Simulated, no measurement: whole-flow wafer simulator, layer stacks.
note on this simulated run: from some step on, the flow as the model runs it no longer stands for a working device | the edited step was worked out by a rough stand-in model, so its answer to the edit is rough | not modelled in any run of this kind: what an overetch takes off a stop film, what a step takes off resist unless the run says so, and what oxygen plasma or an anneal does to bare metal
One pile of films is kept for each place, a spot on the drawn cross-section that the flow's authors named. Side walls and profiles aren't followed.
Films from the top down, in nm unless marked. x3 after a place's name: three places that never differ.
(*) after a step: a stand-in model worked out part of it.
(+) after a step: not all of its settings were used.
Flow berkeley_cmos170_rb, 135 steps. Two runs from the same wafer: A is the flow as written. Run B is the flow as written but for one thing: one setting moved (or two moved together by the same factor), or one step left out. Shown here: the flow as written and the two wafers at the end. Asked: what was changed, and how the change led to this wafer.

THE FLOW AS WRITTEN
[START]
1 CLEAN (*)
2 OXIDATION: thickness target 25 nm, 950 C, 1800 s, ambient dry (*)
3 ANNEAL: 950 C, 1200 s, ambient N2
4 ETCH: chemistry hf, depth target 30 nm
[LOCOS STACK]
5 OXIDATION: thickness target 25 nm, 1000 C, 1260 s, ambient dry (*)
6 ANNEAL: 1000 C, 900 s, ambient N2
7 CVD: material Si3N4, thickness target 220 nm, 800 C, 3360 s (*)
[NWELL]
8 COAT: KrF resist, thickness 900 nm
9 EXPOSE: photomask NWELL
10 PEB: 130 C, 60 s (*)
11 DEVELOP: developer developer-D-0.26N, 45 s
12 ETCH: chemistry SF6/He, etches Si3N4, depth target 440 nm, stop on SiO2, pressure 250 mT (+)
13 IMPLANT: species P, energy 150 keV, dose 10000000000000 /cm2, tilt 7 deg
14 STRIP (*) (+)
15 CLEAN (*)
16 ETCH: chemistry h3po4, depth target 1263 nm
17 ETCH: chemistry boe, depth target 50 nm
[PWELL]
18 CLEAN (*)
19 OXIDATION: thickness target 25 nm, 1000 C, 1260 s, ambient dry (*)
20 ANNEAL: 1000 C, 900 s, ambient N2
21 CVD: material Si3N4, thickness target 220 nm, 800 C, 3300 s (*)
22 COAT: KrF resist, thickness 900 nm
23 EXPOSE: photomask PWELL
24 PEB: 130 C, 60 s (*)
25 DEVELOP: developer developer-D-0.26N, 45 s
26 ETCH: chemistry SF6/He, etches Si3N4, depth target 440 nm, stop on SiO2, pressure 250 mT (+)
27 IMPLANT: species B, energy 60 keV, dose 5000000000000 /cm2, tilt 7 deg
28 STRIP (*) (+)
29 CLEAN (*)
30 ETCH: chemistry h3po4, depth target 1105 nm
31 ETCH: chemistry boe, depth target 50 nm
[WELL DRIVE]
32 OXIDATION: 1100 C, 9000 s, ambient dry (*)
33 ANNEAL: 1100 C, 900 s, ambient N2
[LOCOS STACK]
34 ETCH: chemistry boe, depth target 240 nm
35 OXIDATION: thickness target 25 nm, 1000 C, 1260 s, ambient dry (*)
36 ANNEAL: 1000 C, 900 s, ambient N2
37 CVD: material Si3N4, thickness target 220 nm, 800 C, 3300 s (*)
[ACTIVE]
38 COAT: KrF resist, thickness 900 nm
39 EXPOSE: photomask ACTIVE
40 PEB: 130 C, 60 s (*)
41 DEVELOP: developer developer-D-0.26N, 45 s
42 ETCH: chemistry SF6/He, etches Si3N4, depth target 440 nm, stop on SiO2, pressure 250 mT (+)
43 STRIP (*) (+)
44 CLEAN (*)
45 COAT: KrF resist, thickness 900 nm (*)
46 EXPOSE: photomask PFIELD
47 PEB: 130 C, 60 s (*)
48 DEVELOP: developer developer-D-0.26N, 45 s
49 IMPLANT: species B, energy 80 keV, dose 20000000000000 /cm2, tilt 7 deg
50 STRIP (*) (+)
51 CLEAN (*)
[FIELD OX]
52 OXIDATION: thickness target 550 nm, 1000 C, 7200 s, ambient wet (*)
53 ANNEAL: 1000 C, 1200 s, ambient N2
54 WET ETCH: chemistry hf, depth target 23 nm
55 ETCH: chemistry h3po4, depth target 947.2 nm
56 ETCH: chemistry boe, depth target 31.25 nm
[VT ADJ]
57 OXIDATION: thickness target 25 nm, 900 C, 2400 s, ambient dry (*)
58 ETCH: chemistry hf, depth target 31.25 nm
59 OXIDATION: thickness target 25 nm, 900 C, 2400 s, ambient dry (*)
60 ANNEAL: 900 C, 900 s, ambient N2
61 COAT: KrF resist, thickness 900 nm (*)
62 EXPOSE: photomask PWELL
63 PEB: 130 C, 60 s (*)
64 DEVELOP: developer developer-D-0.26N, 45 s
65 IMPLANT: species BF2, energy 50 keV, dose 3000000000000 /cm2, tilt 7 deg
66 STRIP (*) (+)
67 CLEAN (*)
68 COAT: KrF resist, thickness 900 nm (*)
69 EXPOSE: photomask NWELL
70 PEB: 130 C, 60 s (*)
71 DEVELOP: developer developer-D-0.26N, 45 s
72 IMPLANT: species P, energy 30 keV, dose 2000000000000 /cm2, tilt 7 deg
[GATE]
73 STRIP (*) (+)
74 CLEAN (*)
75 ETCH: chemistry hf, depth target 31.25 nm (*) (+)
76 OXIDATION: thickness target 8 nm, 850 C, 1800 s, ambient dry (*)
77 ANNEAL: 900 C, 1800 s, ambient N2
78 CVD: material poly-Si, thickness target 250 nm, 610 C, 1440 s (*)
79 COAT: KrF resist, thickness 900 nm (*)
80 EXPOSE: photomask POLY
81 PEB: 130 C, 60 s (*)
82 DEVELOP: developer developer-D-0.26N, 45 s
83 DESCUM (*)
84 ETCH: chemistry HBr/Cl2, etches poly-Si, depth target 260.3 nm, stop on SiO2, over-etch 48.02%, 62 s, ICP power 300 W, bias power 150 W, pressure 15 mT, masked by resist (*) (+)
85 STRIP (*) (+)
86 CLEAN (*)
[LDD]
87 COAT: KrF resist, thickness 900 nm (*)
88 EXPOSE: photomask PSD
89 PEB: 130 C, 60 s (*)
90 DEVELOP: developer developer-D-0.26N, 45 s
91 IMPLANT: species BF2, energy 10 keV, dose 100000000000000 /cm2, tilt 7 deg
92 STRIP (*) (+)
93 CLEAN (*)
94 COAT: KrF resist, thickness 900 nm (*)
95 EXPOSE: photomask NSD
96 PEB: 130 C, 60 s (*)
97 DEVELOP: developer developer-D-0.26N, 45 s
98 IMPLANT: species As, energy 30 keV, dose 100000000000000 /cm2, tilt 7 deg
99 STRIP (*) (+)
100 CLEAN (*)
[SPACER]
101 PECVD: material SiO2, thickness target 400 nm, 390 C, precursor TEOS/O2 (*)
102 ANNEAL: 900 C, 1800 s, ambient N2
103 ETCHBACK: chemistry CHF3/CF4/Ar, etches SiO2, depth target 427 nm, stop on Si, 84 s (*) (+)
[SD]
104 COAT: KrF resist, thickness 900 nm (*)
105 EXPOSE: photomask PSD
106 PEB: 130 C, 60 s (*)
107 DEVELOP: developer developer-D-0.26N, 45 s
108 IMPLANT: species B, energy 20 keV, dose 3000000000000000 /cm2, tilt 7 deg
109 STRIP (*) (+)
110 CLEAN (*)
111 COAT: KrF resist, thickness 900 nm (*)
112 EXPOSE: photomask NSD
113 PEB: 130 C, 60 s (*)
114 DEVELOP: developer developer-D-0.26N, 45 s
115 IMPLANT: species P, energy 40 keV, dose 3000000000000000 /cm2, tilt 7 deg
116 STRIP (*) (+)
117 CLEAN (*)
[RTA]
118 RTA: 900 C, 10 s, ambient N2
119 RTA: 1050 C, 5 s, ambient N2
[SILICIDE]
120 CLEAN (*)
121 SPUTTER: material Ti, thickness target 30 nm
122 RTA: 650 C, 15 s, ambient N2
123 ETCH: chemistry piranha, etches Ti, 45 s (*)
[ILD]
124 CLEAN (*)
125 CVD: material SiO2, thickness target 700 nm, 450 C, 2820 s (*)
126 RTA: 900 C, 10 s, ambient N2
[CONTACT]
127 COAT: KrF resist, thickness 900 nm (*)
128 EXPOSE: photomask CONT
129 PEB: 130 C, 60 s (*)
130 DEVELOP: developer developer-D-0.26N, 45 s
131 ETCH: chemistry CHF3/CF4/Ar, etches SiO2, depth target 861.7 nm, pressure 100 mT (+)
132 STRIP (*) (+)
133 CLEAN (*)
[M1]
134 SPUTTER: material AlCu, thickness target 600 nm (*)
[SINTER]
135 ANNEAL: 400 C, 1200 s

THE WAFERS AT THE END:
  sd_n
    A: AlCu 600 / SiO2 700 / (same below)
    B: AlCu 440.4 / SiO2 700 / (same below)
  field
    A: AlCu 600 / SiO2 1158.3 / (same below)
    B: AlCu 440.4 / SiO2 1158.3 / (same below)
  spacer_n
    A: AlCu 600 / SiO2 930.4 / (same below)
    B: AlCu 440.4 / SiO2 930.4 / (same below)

The cause: step 134, SPUTTER: thickness target 440.4 nm was run, where the flow has thickness target 600 nm.
It can be read off the wafer: sd_n has AlCu 440.4, and step 134 as written asks for 600 nm.

How the change led to this, step by step:
  134 SPUTTER: material AlCu, thickness target 600 nm (*)
      field, sd_n, spacer_n, gate, spacer_p, gate_p, m1: A AlCu +600 (new film) | B AlCu +440.4 (new film)
      sd_p: A AlCu +545.9 (new film) | B AlCu +395.4 (new film)
      (and at 1 more place)
